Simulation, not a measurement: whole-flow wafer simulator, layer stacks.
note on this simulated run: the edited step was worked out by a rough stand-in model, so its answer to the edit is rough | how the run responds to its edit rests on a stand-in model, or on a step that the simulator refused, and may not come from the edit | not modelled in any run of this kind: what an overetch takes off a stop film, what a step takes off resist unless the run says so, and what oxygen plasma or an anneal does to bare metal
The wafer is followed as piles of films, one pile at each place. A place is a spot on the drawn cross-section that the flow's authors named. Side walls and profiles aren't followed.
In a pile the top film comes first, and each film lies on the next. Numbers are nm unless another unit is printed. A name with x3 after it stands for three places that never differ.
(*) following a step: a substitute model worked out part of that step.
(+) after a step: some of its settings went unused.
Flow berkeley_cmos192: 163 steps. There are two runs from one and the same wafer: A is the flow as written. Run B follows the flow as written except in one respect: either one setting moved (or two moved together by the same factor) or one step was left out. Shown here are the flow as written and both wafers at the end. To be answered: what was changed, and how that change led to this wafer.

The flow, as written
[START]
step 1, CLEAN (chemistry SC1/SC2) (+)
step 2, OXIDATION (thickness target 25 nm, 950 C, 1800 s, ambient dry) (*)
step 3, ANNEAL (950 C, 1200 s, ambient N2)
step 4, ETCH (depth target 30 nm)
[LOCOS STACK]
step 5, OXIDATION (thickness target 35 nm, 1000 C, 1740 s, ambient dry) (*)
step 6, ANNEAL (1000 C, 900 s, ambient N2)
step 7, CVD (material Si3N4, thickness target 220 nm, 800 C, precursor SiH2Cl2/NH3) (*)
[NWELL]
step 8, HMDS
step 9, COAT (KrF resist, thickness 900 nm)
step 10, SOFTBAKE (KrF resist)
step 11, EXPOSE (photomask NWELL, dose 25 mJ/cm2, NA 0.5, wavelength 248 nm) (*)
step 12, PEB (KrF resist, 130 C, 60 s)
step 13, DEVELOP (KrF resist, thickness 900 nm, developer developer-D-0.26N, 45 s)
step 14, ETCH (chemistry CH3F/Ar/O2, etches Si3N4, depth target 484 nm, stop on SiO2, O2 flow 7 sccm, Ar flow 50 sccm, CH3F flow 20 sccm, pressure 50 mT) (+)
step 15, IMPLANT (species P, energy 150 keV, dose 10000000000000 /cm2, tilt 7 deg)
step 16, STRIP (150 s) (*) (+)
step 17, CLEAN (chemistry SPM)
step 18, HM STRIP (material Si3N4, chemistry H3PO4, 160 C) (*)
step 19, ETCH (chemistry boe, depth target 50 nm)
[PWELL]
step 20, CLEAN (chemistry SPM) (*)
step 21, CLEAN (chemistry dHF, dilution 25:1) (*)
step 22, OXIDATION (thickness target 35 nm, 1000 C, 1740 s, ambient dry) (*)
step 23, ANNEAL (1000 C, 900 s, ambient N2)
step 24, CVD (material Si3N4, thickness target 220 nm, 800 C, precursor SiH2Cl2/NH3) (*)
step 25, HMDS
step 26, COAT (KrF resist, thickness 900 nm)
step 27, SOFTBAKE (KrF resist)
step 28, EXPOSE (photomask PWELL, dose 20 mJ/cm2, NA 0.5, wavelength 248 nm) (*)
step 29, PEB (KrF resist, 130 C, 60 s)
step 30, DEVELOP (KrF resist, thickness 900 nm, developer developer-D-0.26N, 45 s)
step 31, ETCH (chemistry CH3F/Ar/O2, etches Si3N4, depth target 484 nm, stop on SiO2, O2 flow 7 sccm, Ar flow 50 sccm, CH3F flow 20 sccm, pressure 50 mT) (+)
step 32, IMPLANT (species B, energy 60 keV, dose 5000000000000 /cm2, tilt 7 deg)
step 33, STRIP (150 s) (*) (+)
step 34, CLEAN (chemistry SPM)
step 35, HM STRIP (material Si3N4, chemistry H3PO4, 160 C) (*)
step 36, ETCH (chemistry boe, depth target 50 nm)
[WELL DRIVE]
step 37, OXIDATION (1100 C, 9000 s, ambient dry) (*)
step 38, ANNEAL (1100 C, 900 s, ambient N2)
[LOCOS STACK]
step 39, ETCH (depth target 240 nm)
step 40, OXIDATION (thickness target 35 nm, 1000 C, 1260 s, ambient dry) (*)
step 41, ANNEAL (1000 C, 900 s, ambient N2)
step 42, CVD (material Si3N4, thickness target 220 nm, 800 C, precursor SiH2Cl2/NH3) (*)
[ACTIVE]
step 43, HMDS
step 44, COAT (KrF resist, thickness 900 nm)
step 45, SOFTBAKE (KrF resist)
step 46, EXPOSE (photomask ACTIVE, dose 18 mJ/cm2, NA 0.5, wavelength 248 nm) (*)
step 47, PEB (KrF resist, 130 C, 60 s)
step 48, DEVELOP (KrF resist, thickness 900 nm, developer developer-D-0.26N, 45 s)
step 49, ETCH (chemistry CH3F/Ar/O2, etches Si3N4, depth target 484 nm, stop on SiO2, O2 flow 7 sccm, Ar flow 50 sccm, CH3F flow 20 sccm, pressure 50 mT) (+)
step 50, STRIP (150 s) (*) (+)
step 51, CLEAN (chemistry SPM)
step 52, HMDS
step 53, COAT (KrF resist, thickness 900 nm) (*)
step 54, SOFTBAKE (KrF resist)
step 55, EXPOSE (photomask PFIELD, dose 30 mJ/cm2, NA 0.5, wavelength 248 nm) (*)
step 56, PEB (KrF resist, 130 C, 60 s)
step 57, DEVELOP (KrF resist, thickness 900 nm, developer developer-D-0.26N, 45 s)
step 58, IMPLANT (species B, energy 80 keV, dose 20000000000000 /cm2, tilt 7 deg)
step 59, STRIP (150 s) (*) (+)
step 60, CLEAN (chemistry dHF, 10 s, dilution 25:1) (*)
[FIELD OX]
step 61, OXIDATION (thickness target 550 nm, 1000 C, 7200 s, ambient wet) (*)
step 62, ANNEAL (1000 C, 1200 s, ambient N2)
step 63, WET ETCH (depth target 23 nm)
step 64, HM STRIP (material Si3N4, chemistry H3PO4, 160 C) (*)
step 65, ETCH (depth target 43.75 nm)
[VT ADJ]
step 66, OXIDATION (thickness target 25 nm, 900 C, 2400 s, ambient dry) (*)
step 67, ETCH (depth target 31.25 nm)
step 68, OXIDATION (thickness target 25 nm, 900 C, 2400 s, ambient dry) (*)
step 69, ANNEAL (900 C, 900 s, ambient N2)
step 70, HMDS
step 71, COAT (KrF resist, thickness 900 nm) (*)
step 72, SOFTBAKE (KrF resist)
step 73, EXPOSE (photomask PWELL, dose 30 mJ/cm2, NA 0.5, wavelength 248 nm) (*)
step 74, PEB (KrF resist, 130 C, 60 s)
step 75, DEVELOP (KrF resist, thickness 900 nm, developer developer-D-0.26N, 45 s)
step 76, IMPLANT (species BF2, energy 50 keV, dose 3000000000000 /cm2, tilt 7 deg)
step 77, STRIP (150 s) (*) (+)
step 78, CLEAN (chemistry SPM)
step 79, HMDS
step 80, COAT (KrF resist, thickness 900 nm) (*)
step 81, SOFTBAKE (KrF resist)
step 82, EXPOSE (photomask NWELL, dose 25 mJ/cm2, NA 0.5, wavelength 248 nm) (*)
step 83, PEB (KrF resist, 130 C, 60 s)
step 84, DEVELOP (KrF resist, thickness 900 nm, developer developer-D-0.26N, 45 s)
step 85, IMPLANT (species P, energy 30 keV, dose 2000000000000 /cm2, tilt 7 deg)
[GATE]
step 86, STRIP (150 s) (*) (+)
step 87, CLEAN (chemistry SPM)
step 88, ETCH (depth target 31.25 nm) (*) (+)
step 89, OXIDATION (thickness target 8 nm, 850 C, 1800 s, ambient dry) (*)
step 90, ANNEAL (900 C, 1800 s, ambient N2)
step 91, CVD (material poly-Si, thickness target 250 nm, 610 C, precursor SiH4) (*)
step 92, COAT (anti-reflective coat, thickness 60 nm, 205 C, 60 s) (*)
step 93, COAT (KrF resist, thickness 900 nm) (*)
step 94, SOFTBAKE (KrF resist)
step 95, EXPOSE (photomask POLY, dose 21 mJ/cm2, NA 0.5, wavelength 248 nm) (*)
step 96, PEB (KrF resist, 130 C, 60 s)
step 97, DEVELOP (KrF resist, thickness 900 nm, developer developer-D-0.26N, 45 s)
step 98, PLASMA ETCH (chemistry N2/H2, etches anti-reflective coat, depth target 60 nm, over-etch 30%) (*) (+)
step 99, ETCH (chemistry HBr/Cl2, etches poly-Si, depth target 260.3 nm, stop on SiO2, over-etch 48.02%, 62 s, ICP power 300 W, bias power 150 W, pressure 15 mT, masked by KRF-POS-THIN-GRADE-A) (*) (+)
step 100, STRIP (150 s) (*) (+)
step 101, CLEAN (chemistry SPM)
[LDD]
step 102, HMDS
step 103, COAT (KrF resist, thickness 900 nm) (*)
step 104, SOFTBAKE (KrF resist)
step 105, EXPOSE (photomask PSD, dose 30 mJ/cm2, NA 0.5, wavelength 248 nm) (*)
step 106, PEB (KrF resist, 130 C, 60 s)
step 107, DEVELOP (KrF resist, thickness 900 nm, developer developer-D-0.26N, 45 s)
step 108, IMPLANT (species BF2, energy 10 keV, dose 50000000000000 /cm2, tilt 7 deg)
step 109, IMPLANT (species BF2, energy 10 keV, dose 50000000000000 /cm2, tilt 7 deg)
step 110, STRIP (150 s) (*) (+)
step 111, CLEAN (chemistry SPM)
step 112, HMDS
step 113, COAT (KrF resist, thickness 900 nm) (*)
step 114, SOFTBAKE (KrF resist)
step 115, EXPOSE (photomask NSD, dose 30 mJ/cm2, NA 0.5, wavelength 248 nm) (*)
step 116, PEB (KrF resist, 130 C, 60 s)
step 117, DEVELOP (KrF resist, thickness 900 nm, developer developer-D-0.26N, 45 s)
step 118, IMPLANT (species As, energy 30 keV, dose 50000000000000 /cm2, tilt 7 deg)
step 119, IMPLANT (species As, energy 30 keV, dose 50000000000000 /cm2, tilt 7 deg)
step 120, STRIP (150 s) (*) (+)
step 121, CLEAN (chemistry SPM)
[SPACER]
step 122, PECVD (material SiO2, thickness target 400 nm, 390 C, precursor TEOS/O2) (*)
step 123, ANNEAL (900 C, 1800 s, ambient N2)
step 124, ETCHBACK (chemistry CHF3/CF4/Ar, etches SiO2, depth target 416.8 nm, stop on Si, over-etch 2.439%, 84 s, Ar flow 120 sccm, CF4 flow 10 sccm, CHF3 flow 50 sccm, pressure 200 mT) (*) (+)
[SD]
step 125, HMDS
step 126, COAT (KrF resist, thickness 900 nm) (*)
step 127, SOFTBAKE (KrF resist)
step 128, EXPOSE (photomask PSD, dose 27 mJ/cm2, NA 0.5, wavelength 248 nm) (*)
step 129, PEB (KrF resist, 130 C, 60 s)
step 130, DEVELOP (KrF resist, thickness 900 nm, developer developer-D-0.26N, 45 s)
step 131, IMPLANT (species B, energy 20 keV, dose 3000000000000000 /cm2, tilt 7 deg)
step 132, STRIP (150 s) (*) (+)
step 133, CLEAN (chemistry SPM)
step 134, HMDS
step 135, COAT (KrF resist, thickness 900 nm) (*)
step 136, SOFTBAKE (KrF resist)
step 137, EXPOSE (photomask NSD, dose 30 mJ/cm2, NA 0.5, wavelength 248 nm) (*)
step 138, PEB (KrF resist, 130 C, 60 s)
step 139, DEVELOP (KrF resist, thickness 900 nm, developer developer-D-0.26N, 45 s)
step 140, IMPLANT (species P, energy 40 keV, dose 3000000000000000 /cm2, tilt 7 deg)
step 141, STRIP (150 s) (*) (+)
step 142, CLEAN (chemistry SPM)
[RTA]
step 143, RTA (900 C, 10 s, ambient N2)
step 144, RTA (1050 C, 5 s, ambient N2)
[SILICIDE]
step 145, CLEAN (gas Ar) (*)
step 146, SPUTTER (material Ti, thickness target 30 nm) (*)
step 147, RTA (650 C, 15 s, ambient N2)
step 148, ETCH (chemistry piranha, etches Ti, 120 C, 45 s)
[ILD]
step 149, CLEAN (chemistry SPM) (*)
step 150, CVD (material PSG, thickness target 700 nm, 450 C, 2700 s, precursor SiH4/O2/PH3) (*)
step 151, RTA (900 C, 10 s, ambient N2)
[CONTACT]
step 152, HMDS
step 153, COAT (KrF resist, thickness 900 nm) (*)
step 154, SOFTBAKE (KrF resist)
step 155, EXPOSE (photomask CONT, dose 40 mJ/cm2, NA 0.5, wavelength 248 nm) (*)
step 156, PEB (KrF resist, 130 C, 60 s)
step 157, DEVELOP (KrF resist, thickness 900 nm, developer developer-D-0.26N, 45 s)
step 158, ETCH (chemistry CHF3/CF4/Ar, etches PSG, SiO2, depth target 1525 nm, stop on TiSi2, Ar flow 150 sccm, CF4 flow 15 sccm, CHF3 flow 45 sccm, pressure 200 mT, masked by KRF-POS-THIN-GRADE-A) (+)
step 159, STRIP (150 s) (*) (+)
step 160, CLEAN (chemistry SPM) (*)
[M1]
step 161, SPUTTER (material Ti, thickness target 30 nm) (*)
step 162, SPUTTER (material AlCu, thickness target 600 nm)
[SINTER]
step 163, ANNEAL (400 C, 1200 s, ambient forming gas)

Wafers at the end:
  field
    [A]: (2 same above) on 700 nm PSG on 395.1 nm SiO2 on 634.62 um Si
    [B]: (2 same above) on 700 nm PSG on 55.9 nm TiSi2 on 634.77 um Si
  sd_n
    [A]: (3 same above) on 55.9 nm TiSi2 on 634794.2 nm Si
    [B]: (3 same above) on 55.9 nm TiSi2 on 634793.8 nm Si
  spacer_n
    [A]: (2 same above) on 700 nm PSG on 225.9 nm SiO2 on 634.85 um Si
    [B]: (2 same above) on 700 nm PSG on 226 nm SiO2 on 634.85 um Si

What caused this: step 61, OXIDATION: 800 C was run, though the flow has 1000 C.

The path from the change to this, step by step:
  step 61, OXIDATION (thickness target 550 nm, 1000 C, 7200 s, ambient wet) (*)
      gate: A +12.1 SiO2 (new film), -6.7 Si3N4, +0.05 SiO2, -0.05 Si | B +0.3 SiO2 (new film), -0.17 Si3N4
      spacer_n, spacer_p, gate_p, contact, m1: A +12.1 SiO2 (new film), -6.7 Si3N4 | B +0.3 SiO2 (new film), -0.17 Si3N4
      (also at 3 further places)
  step 63, WET ETCH (depth target 23 nm)
      sd_n, spacer_n, gate, sd_p, spacer_p, gate_p, contact, m1: A -12.1 SiO2 (all of it) | B -0.3 SiO2 (all of it)
  step 64, HM STRIP (material Si3N4, chemistry H3PO4, 160 C) (*)
      sd_n, spacer_n, gate, sd_p, spacer_p, gate_p, contact, m1: A -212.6 Si3N4 (all of it), -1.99 SiO2 | B -219.1 Si3N4 (all of it), -2.05 SiO2
  step 65, ETCH (depth target 43.75 nm)
      field: A -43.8 SiO2 | B -36.2 SiO2 (all of it)
      sd_n, sd_p: A -24.6 SiO2 (all of it) | B -25.5 SiO2 (all of it)
  step 66, OXIDATION (thickness target 25 nm, 900 C, 2400 s, ambient dry) (*)
      field: A +1.6 SiO2, -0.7 Si | B +14.9 SiO2 (new film), -6.57 Si
  step 67, ETCH (depth target 31.25 nm)
      field: A -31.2 SiO2 | B -14.9 SiO2 (all of it)
  step 68, OXIDATION (thickness target 25 nm, 900 C, 2400 s, ambient dry) (*)
      field: A +1.68 SiO2, -0.74 Si | B +14.9 SiO2 (new film), -6.57 Si
  step 71, COAT (KrF resist, thickness 900 nm) (*)
      field: A +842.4 KrF resist (new film) | B +905.6 KrF resist (new film)
      sd_n: A +1013.2 KrF resist (new film) | B +889.6 KrF resist (new film)
      (also at 7 further places)
  step 75, DEVELOP (KrF resist, thickness 900 nm, developer developer-D-0.26N, 45 s)
      field: A -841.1 KrF resist (all of it) | B -904.2 KrF resist (all of it)
      sd_n: A -1011.6 KrF resist (all of it) | B -888.2 KrF resist (all of it)
      (also at 3 further places)
  step 77, STRIP (150 s) (*) (+)
      sd_p: A -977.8 KrF resist (all of it) | B -875.6 KrF resist (all of it)
      spacer_p: A -959.3 KrF resist (all of it) | B -876.7 KrF resist (all of it)
      (also at 2 further places)
  step 80, COAT (KrF resist, thickness 900 nm) (*)
      field: A +842.4 KrF resist (new film) | B +905.6 KrF resist (new film)
      sd_n: A +1013.2 KrF resist (new film) | B +889.6 KrF resist (new film)
      (also at 7 further places)
  step 84, DEVELOP (KrF resist, thickness 900 nm, developer developer-D-0.26N, 45 s)
      sd_p: A -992 KrF resist (all of it) | B -889.8 KrF resist (all of it)
      spacer_p: A -973.5 KrF resist (all of it) | B -890.9 KrF resist (all of it)
      (also at 1 further place)
  step 86, STRIP (150 s) (*) (+)
      field: A -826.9 KrF resist (all of it) | B -890 KrF resist (all of it)
      sd_n: A -997.4 KrF resist (all of it) | B -874 KrF resist (all of it)
      (also at 4 further places)
  step 88, ETCH (depth target 31.25 nm) (*) (+)
      field: A -31.2 SiO2 | B -14.9 SiO2 (all of it)
  step 89, OXIDATION (thickness target 8 nm, 850 C, 1800 s, ambient dry) (*)
      field: A +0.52 SiO2, -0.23 Si | B +7.48 SiO2 (new film), -3.29 Si
  step 92, COAT (anti-reflective coat, thickness 60 nm, 205 C, 60 s) (*)
      field: A +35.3 anti-reflective coat (new film) | B +65.8 anti-reflective coat (new film)
      sd_n: A +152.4 anti-reflective coat (new film) | B +52.4 anti-reflective coat (new film)
      (also at 7 further places)
  ... 28 further steps ...
  step 162, SPUTTER (material AlCu, thickness target 600 nm)
      sd_p: A +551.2 AlCu (new film) | B +600 AlCu (new film)
